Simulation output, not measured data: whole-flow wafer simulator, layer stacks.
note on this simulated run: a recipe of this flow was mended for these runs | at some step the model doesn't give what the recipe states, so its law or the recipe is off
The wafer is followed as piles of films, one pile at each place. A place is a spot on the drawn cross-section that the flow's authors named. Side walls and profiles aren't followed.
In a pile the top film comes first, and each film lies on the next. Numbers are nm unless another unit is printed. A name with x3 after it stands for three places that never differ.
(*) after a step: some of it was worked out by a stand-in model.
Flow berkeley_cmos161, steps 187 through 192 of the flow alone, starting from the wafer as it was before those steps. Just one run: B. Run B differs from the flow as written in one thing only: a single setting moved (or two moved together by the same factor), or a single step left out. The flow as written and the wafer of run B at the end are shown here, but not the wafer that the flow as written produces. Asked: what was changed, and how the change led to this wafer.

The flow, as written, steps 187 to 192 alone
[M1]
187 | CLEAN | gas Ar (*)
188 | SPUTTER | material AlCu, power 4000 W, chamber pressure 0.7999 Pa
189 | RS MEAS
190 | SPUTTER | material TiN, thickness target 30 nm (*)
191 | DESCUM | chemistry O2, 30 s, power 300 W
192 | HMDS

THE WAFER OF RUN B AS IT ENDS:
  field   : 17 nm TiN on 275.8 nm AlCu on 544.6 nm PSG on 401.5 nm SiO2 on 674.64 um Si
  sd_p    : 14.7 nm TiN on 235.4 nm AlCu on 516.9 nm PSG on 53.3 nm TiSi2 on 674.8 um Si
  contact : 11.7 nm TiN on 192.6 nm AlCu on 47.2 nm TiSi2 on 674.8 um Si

Cause: step 190, SPUTTER: thickness target 17 nm was run, whereas the flow has thickness target 30 nm.
One can read it off the wafer: field has TiN 17, and step 190 as written asks for 30 nm.

The path from the change to this, step by step:
  190 | SPUTTER | material TiN, thickness target 30 nm (*)
      field, sd_n, spacer_n, gate_n, spacer_p, gate_p, m1: +17 TiN (new film) (it would be, as written: +30 TiN (new film))
      sd_p: +14.7 TiN (new film) (it would be, as written: +26.1 TiN (new film))
      (as well as at 1 more place)
